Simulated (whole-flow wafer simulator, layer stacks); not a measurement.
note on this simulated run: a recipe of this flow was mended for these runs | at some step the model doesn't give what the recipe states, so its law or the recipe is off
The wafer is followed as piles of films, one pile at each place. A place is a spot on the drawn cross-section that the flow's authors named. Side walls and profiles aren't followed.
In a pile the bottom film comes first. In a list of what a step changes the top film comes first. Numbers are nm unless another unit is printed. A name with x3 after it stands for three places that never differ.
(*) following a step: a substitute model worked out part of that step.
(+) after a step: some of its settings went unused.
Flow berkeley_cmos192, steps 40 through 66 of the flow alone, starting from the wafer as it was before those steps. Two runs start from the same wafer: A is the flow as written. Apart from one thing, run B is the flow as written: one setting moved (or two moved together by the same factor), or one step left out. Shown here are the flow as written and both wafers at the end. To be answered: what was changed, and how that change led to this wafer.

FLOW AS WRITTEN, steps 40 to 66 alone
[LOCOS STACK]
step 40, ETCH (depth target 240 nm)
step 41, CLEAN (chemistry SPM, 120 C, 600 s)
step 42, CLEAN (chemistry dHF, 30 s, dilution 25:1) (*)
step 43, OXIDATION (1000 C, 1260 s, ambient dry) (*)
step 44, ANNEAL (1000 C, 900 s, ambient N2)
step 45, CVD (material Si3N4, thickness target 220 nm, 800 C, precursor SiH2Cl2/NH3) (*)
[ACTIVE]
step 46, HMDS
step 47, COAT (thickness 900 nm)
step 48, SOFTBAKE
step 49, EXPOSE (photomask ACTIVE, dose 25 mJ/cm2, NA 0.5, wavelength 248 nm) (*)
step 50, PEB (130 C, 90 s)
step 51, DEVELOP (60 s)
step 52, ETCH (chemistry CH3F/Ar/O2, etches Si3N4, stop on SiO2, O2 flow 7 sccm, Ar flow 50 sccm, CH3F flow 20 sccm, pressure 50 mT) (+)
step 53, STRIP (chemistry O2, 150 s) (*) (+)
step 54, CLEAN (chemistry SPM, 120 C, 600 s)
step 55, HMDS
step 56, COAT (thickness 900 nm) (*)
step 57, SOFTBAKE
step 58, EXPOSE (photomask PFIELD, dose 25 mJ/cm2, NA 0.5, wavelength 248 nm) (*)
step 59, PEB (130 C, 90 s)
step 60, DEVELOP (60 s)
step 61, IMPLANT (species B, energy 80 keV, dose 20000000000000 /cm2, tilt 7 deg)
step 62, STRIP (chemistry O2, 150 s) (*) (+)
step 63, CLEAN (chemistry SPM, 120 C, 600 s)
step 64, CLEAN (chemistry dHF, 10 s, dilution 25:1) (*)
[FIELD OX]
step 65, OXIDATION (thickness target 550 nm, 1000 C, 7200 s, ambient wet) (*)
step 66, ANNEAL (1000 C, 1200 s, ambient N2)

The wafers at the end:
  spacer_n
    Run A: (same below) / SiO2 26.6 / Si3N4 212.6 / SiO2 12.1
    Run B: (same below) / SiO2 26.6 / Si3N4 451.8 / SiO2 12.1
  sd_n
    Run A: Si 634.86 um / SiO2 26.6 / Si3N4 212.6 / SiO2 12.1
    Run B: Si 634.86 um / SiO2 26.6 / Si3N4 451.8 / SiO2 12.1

What caused this: step 45, CVD: thickness target 459.2 nm was run, whereas the flow has thickness target 220 nm.

How this came from the change, step by step:
  step 45, CVD (material Si3N4, thickness target 220 nm, 800 C, precursor SiH2Cl2/NH3) (*)
      field, sd_n, spacer_n and 6 more: A +220 Si3N4 (new film) | B +459.2 Si3N4 (new film)
  step 52, ETCH (chemistry CH3F/Ar/O2, etches Si3N4, stop on SiO2, O2 flow 7 sccm, Ar flow 50 sccm, CH3F flow 20 sccm, pressure 50 mT) (+)
      sd_n, spacer_n, gate, sd_p, spacer_p, gate_p, contact, m1: A -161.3 KrF-resist | B -320.8 KrF-resist
      field: A -220 Si3N4 (all of it), -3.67 SiO2 | B -459.2 Si3N4 (all of it), -3.67 SiO2
  step 53, STRIP (chemistry O2, 150 s) (*) (+)
      sd_n, spacer_n, gate, sd_p, spacer_p, gate_p, contact, m1: A -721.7 KrF-resist (all of it) | B -562.3 KrF-resist (all of it)
  step 56, COAT (thickness 900 nm) (*)
      field: A +961.2 KrF-resist (new film) | B +1030.5 KrF-resist (new film)
      sd_n: A +785.2 KrF-resist (new film) | B +665.3 KrF-resist (new film)
      (as well as at 7 more places)
  step 60, DEVELOP (60 s)
      field: A -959 KrF-resist (all of it) | B -1028.1 KrF-resist (all of it)
  step 62, STRIP (chemistry O2, 150 s) (*) (+)
      sd_n: A -768.5 KrF-resist (all of it) | B -649 KrF-resist (all of it)
      spacer_n: A -801.2 KrF-resist (all of it) | B -721.5 KrF-resist (all of it)
      (as well as at 6 more places)
  step 65, OXIDATION (thickness target 550 nm, 1000 C, 7200 s, ambient wet) (*)
      sd_n, sd_p: A +12.1 SiO2 (new film), -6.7 Si3N4, +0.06 SiO2, -0.06 Si | B +12.1 SiO2 (new film), -6.7 Si3N4
      gate: A +12.1 SiO2 (new film), -6.7 Si3N4, +0.05 SiO2, -0.05 Si | B +12.1 SiO2 (new film), -6.7 Si3N4
